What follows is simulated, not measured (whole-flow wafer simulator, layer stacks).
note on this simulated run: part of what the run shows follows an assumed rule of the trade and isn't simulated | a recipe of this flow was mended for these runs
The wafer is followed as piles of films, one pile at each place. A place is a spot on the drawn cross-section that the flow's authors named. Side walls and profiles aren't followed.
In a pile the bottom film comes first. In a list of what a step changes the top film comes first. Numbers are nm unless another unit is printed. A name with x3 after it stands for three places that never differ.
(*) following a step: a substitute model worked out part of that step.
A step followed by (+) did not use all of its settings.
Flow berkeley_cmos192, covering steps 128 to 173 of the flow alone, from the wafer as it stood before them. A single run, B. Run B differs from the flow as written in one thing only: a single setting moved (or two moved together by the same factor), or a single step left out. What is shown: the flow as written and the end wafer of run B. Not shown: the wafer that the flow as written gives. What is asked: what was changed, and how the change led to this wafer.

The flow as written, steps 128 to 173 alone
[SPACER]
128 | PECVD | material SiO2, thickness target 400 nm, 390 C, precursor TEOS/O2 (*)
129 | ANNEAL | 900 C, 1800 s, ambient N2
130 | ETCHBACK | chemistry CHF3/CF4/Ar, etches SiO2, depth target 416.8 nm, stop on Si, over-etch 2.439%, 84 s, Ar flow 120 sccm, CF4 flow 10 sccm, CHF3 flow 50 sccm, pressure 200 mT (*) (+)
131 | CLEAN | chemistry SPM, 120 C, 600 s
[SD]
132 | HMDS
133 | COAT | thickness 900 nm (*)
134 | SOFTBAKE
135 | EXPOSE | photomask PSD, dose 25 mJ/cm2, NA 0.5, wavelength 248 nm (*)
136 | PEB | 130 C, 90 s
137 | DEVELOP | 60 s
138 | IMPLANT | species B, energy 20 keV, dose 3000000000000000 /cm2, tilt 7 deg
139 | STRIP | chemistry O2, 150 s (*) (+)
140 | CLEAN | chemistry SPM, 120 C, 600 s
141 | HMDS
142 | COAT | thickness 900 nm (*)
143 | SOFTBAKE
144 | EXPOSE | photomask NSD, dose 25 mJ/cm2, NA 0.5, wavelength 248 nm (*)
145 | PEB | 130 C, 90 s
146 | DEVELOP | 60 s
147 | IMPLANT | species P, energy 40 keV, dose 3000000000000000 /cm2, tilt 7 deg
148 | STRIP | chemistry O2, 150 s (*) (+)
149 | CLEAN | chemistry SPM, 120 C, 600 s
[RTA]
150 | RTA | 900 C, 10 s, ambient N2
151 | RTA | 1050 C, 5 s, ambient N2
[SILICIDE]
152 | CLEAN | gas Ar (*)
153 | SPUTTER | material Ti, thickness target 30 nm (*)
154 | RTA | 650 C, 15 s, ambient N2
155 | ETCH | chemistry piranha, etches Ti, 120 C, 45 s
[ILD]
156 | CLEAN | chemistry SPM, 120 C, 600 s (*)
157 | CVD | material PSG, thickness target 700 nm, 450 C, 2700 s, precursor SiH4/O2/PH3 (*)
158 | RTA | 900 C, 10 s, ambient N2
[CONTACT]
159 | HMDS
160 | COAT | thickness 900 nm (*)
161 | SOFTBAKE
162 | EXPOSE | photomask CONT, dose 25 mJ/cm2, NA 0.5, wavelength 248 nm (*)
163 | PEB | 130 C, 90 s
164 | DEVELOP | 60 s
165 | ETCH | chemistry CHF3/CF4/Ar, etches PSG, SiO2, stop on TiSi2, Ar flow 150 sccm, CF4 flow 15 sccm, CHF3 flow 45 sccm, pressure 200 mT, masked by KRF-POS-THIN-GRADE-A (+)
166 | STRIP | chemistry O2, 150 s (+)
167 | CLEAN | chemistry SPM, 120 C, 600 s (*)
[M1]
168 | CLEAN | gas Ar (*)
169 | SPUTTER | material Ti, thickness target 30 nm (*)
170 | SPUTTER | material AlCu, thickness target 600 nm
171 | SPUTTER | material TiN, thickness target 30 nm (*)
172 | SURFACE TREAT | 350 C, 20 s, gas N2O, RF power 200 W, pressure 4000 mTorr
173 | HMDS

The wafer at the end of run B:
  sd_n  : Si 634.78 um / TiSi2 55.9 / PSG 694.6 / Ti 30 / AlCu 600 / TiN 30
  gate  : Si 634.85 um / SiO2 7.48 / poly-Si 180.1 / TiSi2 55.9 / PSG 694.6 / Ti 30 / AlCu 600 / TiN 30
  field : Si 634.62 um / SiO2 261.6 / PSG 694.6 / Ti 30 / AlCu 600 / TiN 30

What caused this: step 128, PECVD: thickness target 280 nm was run, though the flow has thickness target 400 nm.

Step by step, how the change led to this:
  128 | PECVD | material SiO2, thickness target 400 nm, 390 C, precursor TEOS/O2 (*)
      field, sd_n, contact, m1: SiO2 gains 280 (in the flow as written it would be: SiO2 gains 400)
      spacer_n, sd_p, spacer_p: SiO2 gains 271 (in the flow as written it would be: SiO2 gains 386.5)
      (as well as at 2 more places)
  130 | ETCHBACK | chemistry CHF3/CF4/Ar, etches SiO2, depth target 416.8 nm, stop on Si, over-etch 2.439%, 84 s, Ar flow 120 sccm, CF4 flow 10 sccm, CHF3 flow 50 sccm, pressure 200 mT (*) (+)
      spacer_n, spacer_p: SiO2 loses 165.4 (in the flow as written it would be: SiO2 loses 161)
      gate, gate_p: SiO2 loses 280 (all of it), chemical SiO2 loses 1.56 (all of it), poly-Si loses 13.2 (in the flow as written it would be: SiO2 loses 400 (all of it), chemical SiO2 loses 1.56 (all of it), poly-Si loses 2.31)
      (as well as at 4 more places)
  133 | COAT | thickness 900 nm (*)
      field: KrF-resist gains 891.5 (new film) (in the flow as written it would be: KrF-resist gains 867.3 (new film))
      sd_n: KrF-resist gains 932.1 (new film) (in the flow as written it would be: KrF-resist gains 993.2 (new film))
      (as well as at 7 more places)
  137 | DEVELOP | 60 s
      sd_p: KrF-resist loses 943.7 (all of it) (in the flow as written it would be: KrF-resist loses 999 (all of it))
      spacer_p: KrF-resist loses 835.1 (all of it) (in the flow as written it would be: KrF-resist loses 778.4 (all of it))
      (as well as at 1 more place)
  139 | STRIP | chemistry O2, 150 s (*) (+)
      field: KrF-resist loses 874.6 (all of it) (in the flow as written it would be: KrF-resist loses 850.5 (all of it))
      sd_n: KrF-resist loses 915.1 (all of it), chemical SiO2 gains 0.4, Si loses 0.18 (in the flow as written it would be: KrF-resist loses 976 (all of it), chemical SiO2 gains 0.39, Si loses 0.17)
      (as well as at 4 more places)
  142 | COAT | thickness 900 nm (*)
      field: KrF-resist gains 891.5 (new film) (in the flow as written it would be: KrF-resist gains 867.4 (new film))
      sd_n: KrF-resist gains 932 (new film) (in the flow as written it would be: KrF-resist gains 993.1 (new film))
      (as well as at 7 more places)
  146 | DEVELOP | 60 s
      sd_n: KrF-resist loses 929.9 (all of it) (in the flow as written it would be: KrF-resist loses 990.8 (all of it))
      spacer_n: KrF-resist loses 836.6 (all of it) (in the flow as written it would be: KrF-resist loses 783.7 (all of it))
      (as well as at 3 more places)
  148 | STRIP | chemistry O2, 150 s (*) (+)
      gate_p: KrF-resist loses 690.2 (all of it), chemical SiO2 gains 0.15, poly-Si loses 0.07 (in the flow as written it would be: KrF-resist loses 742.5 (all of it), chemical SiO2 gains 0.15)
      field: KrF-resist loses 874.6 (all of it) (in the flow as written it would be: KrF-resist loses 850.5 (all of it))
      (as well as at 2 more places)
  153 | SPUTTER | material Ti, thickness target 30 nm (*)
      sd_p: Ti gains 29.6 (new film) (in the flow as written it would be: Ti gains 28.2 (new film))
  154 | RTA | 650 C, 15 s, ambient N2
      sd_p: Ti loses 23.1, TiSi first gains 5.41 (new film), TiSi2 C49 gains 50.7 (new film), Si loses 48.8 (in the flow as written it would be: Ti loses 22, TiSi first gains 2.72 (new film), TiSi2 C49 gains 51.9 (new film), Si loses 48.2)
  157 | CVD | material PSG, thickness target 700 nm, 450 C, 2700 s, precursor SiH4/O2/PH3 (*)
      sd_p: PSG gains 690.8 (new film) (in the flow as written it would be: PSG gains 668 (new film))
  158 | RTA | 900 C, 10 s, ambient N2
      sd_p: under 1 film: TiSi2 gains 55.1 (new film), TiSi first loses 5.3 (all of it), TiSi2 C49 loses 50.7 (all of it), Si loses 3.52 (in the flow as written it would be: under 1 film: TiSi2 gains 52.6 (new film), TiSi first loses 2.61 (all of it), TiSi2 C49 loses 51.9 (all of it), Si loses 1.74)
  160 | COAT | thickness 900 nm (*)
      sd_n: KrF-resist gains 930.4 (new film) (in the flow as written it would be: KrF-resist gains 995.6 (new film))
      spacer_n: KrF-resist gains 863.8 (new film) (in the flow as written it would be: KrF-resist gains 823.6 (new film))
      (as well as at 6 more places)
  164 | DEVELOP | 60 s
      contact: KrF-resist loses 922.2 (all of it) (in the flow as written it would be: KrF-resist loses 973.5 (all of it))
  166 | STRIP | chemistry O2, 150 s (+)
      field: KrF-resist loses 689.1 (all of it) (in the flow as written it would be: KrF-resist loses 672.6 (all of it))
      sd_n: KrF-resist loses 719.4 (all of it) (in the flow as written it would be: KrF-resist loses 784.4 (all of it))
      (as well as at 6 more places)
  169 | SPUTTER | material Ti, thickness target 30 nm (*)
      sd_p: Ti gains 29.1 (new film) (in the flow as written it would be: Ti gains 26.8 (new film))
  ... and 1 more step ...
  171 | SPUTTER | material TiN, thickness target 30 nm (*)
      sd_p: TiN gains 29.1 (new film) (in the flow as written it would be: TiN gains 26.2 (new film))
